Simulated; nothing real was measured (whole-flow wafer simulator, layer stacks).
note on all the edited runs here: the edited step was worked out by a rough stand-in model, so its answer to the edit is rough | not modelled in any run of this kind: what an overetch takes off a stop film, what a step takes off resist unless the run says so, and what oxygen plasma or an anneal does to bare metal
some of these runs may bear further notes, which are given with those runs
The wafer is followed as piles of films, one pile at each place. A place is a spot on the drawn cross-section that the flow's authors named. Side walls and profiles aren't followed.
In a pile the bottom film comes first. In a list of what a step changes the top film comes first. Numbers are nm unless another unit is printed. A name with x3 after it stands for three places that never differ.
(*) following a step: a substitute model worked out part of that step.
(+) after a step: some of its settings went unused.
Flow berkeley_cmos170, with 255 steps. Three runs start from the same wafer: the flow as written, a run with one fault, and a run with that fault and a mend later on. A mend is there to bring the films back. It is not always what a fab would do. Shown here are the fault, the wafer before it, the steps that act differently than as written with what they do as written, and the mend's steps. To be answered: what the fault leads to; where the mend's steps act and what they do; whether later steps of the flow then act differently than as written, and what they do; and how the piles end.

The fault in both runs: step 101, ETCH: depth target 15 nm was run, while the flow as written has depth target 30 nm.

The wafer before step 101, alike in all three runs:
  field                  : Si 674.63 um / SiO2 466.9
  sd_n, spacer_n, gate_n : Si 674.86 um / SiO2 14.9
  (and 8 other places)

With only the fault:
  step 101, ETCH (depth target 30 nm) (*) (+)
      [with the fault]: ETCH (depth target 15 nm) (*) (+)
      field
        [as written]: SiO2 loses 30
        [with the fault]: SiO2 loses 15
  Steps later in the flow that act otherwise than as written (not shown: 36 more steps that differ only slightly, by at most 2% or 0.5 nm, whichever is larger):
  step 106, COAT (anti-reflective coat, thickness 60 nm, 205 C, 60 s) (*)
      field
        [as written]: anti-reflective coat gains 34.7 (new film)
        [with the fault]: anti-reflective coat gains 35.6 (new film)
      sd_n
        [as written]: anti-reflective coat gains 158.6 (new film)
        [with the fault]: anti-reflective coat gains 174 (new film)
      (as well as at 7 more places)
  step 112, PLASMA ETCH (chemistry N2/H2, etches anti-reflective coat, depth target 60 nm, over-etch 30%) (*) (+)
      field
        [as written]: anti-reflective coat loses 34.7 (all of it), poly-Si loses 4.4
        [with the fault]: anti-reflective coat loses 35.6 (all of it), poly-Si loses 4.89
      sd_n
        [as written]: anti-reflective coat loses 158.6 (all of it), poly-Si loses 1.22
        [with the fault]: anti-reflective coat loses 174 (all of it), poly-Si loses 1.34
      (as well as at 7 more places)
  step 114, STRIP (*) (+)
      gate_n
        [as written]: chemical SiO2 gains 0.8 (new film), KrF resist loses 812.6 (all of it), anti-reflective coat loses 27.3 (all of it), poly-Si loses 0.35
        [with the fault]: chemical SiO2 gains 0.8 (new film), KrF resist loses 826.9 (all of it), anti-reflective coat loses 23.6 (all of it), poly-Si loses 0.35
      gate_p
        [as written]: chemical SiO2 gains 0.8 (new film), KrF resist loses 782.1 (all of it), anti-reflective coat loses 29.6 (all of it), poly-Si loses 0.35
        [with the fault]: chemical SiO2 gains 0.8 (new film), KrF resist loses 789.9 (all of it), anti-reflective coat loses 27.7 (all of it), poly-Si loses 0.35
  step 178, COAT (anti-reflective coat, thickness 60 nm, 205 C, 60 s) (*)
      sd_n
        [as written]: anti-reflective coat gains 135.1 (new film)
        [with the fault]: anti-reflective coat gains 144.5 (new film)
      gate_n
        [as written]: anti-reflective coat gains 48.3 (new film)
        [with the fault]: anti-reflective coat gains 49.3 (new film)
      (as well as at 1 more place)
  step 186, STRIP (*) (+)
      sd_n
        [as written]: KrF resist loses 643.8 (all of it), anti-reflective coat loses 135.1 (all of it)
        [with the fault]: KrF resist loses 642.4 (all of it), anti-reflective coat loses 144.5 (all of it)
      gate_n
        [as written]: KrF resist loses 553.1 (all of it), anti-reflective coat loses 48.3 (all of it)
        [with the fault]: KrF resist loses 560.1 (all of it), anti-reflective coat loses 49.3 (all of it)
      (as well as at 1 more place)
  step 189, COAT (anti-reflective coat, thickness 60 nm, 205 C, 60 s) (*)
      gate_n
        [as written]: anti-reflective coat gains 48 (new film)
        [with the fault]: anti-reflective coat gains 49 (new film)
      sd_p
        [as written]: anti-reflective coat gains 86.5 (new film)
        [with the fault]: anti-reflective coat gains 88.7 (new film)
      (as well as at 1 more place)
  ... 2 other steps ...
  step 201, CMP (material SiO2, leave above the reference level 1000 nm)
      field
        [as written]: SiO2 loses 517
        [with the fault]: SiO2 loses 532
  The piles end different from the flow's at field by more than 2% or 0.5 nm, whichever is larger.
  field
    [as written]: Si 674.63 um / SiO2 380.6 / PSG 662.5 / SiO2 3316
    [with the fault]: Si 674.63 um / SiO2 395.5 / PSG 662.5 / SiO2 3301

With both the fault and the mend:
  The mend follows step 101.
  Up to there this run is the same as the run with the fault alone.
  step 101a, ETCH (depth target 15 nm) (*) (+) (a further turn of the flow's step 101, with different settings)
      field
        SiO2 loses 15
  Every later step of the flow that is run acts as written at every place that is followed.
  By the end, the piles equal the flow's at every place that both follow.
